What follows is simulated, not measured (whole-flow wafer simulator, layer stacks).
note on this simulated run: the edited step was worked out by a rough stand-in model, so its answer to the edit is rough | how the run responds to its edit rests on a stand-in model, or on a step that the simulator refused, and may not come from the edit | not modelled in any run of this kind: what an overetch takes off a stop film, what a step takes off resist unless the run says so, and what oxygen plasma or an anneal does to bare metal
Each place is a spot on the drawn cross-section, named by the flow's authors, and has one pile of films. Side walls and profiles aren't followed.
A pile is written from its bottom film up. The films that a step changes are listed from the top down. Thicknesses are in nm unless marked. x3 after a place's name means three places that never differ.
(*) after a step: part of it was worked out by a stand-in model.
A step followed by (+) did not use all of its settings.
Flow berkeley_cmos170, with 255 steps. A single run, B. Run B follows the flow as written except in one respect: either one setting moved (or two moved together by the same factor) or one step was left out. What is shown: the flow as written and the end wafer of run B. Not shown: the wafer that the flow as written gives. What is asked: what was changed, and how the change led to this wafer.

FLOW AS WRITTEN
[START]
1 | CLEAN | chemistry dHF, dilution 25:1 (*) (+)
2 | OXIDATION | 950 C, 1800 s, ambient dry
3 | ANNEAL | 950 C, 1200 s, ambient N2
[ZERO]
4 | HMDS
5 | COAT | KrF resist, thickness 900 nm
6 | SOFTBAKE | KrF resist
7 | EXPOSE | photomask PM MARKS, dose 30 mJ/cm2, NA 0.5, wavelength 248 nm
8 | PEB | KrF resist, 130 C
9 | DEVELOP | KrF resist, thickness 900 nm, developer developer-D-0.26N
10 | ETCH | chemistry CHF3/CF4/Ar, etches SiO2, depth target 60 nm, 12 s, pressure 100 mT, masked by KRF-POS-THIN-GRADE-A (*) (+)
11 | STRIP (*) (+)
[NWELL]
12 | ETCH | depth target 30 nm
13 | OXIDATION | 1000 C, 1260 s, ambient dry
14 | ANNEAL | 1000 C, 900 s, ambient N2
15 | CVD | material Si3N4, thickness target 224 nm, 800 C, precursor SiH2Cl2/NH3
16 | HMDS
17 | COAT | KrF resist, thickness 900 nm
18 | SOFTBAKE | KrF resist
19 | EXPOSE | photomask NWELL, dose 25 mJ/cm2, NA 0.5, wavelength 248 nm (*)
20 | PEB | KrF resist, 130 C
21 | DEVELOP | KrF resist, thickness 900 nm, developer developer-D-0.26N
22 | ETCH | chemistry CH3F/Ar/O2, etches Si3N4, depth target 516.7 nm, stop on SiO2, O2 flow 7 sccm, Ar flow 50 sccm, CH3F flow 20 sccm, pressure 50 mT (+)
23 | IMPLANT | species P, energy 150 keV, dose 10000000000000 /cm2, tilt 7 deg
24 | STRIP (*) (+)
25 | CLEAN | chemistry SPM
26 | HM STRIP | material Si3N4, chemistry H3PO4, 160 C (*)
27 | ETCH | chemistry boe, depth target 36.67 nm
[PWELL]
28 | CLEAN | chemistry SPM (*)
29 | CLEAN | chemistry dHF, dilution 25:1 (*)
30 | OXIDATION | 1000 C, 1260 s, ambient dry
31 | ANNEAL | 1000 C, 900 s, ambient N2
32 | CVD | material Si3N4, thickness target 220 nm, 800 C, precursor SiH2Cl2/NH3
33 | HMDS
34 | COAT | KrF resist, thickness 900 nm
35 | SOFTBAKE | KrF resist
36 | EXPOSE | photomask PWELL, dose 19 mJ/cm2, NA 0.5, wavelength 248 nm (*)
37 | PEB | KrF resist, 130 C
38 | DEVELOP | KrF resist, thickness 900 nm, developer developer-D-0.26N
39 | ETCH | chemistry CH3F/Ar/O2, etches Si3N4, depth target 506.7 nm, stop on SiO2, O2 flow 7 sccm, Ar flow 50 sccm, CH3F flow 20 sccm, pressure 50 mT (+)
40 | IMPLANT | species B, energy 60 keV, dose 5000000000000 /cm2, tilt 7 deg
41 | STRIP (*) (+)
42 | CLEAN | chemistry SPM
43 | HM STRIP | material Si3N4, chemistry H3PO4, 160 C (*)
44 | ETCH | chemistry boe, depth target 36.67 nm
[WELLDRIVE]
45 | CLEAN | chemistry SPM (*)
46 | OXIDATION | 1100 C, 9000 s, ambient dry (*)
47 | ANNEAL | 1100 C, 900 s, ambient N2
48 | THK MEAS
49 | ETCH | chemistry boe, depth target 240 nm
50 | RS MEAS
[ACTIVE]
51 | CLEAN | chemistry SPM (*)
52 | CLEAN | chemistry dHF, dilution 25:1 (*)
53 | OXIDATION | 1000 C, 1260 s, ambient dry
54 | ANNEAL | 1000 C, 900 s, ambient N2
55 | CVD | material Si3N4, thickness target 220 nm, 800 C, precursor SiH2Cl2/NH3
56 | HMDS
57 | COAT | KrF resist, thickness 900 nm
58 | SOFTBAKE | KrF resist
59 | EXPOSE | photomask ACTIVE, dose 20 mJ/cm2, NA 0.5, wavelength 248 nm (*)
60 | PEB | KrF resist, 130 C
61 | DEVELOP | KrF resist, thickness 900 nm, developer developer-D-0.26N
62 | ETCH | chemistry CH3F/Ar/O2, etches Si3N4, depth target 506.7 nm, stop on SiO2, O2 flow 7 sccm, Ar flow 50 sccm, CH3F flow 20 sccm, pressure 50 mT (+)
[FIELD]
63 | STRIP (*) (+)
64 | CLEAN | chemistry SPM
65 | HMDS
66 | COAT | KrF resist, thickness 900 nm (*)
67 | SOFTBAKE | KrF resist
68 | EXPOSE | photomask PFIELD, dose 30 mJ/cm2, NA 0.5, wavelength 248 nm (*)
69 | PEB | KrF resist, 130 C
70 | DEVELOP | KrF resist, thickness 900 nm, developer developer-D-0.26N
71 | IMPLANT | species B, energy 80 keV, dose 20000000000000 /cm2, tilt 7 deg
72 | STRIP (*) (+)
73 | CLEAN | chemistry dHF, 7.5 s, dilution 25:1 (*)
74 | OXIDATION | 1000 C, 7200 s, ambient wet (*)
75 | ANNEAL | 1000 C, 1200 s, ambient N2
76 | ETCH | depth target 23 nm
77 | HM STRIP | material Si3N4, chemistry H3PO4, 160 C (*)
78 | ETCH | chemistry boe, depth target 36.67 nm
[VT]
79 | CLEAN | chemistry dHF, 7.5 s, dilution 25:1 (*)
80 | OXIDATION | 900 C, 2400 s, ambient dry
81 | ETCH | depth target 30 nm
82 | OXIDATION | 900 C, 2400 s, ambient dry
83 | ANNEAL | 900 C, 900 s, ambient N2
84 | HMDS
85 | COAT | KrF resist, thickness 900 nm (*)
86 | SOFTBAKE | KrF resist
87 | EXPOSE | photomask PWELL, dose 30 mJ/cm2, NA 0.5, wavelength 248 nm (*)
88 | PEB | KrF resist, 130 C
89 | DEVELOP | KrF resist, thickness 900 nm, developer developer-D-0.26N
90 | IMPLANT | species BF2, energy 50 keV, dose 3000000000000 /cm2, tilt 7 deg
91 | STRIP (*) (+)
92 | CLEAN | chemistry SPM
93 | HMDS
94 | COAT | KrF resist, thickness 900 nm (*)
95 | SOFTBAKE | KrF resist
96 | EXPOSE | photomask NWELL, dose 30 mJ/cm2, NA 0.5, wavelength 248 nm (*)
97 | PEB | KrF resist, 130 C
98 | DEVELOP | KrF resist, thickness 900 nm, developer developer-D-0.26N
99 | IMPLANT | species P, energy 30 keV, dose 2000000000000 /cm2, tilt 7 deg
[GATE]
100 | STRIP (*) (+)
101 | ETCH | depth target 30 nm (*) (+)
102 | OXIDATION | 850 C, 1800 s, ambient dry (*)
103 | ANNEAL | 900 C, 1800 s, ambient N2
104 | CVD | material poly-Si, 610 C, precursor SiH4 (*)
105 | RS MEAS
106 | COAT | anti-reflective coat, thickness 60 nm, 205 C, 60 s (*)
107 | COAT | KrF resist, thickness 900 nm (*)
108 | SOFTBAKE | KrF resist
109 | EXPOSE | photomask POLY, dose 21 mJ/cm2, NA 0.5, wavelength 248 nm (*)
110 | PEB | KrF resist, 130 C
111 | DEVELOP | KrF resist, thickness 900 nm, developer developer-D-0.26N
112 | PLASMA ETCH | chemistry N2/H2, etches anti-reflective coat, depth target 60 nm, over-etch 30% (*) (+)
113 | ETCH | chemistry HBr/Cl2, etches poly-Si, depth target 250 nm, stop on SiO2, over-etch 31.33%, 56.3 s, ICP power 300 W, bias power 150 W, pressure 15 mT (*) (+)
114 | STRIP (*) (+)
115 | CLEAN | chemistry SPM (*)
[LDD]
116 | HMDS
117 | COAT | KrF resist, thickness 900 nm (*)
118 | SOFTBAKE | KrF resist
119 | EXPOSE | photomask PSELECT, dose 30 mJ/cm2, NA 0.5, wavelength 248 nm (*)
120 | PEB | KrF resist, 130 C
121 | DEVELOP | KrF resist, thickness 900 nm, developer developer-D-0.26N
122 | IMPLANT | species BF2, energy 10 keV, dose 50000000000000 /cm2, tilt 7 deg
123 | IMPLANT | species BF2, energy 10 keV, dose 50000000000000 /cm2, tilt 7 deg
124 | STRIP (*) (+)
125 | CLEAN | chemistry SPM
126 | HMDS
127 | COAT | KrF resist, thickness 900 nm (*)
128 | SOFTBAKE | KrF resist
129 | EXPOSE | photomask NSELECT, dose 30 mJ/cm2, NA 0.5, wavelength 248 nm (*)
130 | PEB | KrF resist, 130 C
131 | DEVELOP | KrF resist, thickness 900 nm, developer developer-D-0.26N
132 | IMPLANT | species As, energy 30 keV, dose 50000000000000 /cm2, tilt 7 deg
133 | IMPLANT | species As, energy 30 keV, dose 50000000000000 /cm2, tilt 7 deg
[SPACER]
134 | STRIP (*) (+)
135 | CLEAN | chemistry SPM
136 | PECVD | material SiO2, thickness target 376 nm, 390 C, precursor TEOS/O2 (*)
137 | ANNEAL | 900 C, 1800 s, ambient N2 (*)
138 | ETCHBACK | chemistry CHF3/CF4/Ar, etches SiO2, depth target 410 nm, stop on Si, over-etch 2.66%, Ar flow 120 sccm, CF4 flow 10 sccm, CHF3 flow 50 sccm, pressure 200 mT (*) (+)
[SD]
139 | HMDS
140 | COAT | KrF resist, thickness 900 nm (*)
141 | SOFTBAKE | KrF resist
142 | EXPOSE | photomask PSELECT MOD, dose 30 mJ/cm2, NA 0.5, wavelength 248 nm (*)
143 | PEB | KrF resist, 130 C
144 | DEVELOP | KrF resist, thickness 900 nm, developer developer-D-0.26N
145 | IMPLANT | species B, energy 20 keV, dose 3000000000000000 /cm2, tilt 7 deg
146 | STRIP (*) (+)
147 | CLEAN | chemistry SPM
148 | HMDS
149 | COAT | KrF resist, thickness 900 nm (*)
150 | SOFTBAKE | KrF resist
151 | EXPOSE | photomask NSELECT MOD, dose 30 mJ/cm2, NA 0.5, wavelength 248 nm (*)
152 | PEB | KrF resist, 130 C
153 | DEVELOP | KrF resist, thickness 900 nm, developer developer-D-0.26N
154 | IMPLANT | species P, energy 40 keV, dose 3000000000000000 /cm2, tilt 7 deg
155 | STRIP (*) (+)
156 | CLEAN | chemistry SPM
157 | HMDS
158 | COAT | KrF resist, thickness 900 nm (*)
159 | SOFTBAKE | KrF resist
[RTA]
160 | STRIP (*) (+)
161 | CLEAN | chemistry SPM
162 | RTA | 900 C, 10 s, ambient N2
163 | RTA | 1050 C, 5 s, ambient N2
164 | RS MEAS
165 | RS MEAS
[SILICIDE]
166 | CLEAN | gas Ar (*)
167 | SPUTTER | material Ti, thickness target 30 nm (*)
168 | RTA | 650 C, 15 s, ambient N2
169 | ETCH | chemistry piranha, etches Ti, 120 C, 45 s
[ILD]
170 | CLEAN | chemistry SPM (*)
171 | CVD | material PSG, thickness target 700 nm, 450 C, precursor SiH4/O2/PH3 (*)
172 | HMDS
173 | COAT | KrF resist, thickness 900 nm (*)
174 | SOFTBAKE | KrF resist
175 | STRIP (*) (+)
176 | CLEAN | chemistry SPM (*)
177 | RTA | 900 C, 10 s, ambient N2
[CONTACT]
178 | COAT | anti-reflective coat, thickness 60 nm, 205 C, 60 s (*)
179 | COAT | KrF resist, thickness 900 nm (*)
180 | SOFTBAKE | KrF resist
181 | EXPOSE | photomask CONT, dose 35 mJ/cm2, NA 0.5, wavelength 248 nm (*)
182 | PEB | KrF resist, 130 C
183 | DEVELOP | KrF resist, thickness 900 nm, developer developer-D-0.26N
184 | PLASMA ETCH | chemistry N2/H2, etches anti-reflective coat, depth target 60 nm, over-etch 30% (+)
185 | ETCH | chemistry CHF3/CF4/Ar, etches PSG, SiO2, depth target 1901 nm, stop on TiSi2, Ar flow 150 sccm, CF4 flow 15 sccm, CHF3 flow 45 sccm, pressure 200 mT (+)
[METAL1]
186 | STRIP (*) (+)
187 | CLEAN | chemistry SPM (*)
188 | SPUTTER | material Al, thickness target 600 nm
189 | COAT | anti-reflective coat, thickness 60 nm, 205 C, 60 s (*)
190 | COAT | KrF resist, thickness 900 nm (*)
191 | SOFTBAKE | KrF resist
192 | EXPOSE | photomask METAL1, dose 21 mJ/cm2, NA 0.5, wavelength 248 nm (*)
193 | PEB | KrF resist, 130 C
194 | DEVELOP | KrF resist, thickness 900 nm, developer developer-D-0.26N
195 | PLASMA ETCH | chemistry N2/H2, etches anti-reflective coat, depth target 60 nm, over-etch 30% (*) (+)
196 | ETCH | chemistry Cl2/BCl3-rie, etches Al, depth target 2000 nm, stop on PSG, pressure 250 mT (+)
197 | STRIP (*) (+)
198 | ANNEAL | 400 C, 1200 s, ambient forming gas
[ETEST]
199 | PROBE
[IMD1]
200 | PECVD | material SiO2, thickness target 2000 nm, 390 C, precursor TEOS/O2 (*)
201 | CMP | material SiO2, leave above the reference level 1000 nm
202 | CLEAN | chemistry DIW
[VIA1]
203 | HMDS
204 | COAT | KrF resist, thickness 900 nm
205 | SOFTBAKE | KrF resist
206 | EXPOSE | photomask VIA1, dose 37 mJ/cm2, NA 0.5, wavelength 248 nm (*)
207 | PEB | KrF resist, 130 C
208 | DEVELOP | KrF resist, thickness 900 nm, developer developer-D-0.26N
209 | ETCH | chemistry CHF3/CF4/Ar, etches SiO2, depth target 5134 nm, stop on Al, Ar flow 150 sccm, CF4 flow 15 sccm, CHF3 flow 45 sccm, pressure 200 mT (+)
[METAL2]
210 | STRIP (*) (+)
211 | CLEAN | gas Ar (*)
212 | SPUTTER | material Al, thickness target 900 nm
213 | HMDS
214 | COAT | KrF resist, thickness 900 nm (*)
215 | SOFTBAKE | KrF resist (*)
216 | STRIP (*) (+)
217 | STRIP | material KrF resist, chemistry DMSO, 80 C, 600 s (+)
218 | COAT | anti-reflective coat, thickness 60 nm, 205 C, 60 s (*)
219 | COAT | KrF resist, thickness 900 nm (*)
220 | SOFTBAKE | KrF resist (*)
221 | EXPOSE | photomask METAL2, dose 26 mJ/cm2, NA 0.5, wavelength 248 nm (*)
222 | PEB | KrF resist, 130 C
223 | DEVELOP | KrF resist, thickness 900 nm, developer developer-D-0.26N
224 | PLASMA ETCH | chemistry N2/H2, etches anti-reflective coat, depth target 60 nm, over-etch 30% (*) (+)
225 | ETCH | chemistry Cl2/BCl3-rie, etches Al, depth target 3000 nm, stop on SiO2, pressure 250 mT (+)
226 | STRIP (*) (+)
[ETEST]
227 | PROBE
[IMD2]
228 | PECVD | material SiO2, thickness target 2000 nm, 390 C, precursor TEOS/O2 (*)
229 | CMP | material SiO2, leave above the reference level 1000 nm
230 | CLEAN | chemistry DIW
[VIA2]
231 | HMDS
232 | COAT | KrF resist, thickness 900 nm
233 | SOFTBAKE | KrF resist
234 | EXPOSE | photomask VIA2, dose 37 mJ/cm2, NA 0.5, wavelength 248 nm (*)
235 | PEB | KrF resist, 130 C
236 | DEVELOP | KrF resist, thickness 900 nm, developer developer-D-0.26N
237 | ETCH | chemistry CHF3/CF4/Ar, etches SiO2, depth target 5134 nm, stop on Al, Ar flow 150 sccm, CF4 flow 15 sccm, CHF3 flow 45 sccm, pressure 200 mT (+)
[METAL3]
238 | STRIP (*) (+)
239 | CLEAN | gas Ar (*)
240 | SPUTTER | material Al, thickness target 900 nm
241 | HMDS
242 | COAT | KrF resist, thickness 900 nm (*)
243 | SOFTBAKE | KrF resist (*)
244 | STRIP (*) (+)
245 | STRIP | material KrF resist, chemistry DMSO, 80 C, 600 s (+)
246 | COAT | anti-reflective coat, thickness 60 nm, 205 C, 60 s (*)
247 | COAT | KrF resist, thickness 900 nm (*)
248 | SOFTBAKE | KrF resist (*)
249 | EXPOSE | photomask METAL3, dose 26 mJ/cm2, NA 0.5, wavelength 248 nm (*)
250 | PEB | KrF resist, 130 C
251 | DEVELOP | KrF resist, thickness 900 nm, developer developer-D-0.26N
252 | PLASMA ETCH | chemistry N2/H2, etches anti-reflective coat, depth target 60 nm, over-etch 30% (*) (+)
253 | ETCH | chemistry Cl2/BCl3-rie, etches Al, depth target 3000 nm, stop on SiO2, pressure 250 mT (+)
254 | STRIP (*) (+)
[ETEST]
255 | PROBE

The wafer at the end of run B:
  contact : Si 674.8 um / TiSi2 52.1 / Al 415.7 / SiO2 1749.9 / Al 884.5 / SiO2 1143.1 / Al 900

Cause: step 200, PECVD: thickness target 1800 nm was run, though the flow has thickness target 2000 nm.

Step by step, how the change led to this:
  200 | PECVD | material SiO2, thickness target 2000 nm, 390 C, precursor TEOS/O2 (*)
      field, sd_n, spacer_n and 7 more: +1800 SiO2 (new film) (in the flow as written it would be: +2000 SiO2 (new film))
      sd_p: +1779 SiO2 (new film) (in the flow as written it would be: +1976.3 SiO2 (new film))
      (as well as at 1 more place)
  201 | CMP | material SiO2, leave above the reference level 1000 nm
      contact: nothing (in the flow as written it would be: -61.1 SiO2)
      m1, via1, m2, via2: -800 SiO2 (in the flow as written it would be: -1000 SiO2)
      (as well as at 7 more places)
  204 | COAT | KrF resist, thickness 900 nm
      contact: +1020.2 KrF resist (new film) (in the flow as written it would be: +900 KrF resist (new film))
  210 | STRIP (*) (+)
      contact: -729 KrF resist (all of it) (in the flow as written it would be: -608.9 KrF resist (all of it))
  214 | COAT | KrF resist, thickness 900 nm (*)
      contact: +1017.1 KrF resist (new film) (in the flow as written it would be: +889.8 KrF resist (new film))
  216 | STRIP (*) (+)
      contact: -1017.1 KrF resist (all of it) (in the flow as written it would be: -889.8 KrF resist (all of it))
  218 | COAT | anti-reflective coat, thickness 60 nm, 205 C, 60 s (*)
      sd_n: +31 anti-reflective coat (new film) (in the flow as written it would be: +64.1 anti-reflective coat (new film))
      sd_p: +62.2 anti-reflective coat (new film) (in the flow as written it would be: +59.7 anti-reflective coat (new film))
      (as well as at 1 more place)
  219 | COAT | KrF resist, thickness 900 nm (*)
      contact: +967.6 KrF resist (new film) (in the flow as written it would be: +888.8 KrF resist (new film))
  224 | PLASMA ETCH | chemistry N2/H2, etches anti-reflective coat, depth target 60 nm, over-etch 30% (*) (+)
      contact, m1, via1, m2, via2: -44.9 KrF resist (in the flow as written it would be: -46.3 KrF resist)
      sd_n: -31 anti-reflective coat (all of it) (in the flow as written it would be: -64.1 anti-reflective coat (all of it))
      (as well as at 1 more place)
  226 | STRIP (*) (+)
      contact: -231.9 KrF resist (all of it), -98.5 anti-reflective coat (all of it) (in the flow as written it would be: -151.9 KrF resist (all of it), -62.1 anti-reflective coat (all of it))
  229 | CMP | material SiO2, leave above the reference level 1000 nm
      contact: -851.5 SiO2 (in the flow as written it would be: -1000 SiO2)
